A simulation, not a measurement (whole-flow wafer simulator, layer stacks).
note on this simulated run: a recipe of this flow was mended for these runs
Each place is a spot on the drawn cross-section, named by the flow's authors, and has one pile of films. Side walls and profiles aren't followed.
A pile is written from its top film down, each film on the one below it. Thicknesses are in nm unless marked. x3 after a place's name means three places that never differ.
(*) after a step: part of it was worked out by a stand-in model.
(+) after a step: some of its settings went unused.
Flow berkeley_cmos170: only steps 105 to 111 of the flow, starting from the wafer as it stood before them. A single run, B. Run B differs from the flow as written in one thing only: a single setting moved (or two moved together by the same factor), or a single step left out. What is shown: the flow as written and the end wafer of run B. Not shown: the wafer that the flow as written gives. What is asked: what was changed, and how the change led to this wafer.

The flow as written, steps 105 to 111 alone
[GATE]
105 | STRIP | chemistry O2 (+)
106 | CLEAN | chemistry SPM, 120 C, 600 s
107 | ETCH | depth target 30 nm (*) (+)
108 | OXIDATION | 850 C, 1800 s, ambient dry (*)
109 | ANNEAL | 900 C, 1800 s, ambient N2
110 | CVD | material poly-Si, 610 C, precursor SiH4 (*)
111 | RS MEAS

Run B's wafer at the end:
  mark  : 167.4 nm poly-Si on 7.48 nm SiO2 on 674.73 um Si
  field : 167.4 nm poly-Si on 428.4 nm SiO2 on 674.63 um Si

Cause: step 110, CVD: 598 C was run, whereas the flow has 610 C.

How this came from the change, step by step:
  110 | CVD | material poly-Si, 610 C, precursor SiH4 (*)
      field, mark, sd_n and 10 more: +167.4 poly-Si (new film) (it would be, as written: +213.7 poly-Si (new film))
